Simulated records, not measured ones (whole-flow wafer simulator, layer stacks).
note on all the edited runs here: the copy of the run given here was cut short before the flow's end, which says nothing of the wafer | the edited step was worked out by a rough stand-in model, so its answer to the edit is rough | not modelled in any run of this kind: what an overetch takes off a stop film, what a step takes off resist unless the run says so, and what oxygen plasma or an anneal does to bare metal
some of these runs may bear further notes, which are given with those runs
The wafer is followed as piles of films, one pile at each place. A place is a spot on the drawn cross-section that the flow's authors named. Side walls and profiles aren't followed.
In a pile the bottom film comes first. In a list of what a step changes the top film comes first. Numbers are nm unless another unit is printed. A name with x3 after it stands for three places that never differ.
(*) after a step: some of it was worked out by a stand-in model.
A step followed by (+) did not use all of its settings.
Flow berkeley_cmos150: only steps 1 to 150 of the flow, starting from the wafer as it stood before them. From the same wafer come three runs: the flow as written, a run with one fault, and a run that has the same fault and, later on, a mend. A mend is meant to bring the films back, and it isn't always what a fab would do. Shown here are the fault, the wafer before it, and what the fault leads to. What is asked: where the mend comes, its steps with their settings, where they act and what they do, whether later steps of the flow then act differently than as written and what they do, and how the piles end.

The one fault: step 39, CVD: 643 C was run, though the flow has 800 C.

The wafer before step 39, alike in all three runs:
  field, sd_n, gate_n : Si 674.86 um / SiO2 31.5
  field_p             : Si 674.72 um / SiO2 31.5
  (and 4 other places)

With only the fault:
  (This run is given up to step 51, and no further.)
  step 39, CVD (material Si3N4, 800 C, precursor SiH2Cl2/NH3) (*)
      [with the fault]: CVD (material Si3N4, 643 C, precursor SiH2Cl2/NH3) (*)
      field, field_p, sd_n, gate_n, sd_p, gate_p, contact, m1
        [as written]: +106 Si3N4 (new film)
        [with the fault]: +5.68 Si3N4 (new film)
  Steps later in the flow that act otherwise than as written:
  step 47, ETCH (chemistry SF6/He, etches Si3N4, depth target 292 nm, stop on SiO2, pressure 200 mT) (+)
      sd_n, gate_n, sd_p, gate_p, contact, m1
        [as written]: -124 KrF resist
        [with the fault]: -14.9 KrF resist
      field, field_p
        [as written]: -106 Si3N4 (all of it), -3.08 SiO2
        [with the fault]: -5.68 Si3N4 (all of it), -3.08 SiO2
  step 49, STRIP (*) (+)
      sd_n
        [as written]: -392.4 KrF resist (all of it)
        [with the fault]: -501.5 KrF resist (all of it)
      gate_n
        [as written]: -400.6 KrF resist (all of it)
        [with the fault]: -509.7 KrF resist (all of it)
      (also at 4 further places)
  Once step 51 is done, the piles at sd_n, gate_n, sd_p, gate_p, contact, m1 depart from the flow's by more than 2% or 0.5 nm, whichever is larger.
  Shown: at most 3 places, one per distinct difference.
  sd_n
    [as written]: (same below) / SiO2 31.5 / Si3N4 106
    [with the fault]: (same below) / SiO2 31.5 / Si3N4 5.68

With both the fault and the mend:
  The mend stands after step 39.
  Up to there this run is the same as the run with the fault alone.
  step 39a, CVD (material Si3N4, 800 C, precursor SiH2Cl2/NH3) (*) (the flow's step 39 again, with other settings that aren't printed)
      field, field_p, sd_n, gate_n, sd_p, gate_p, contact, m1
        +100.4 Si3N4
  Every later step of the flow that is run acts as written, at every place that is followed, to within 2% or 0.5 nm, whichever is larger.
  At every place that both follow, the piles at the end match the flow's.
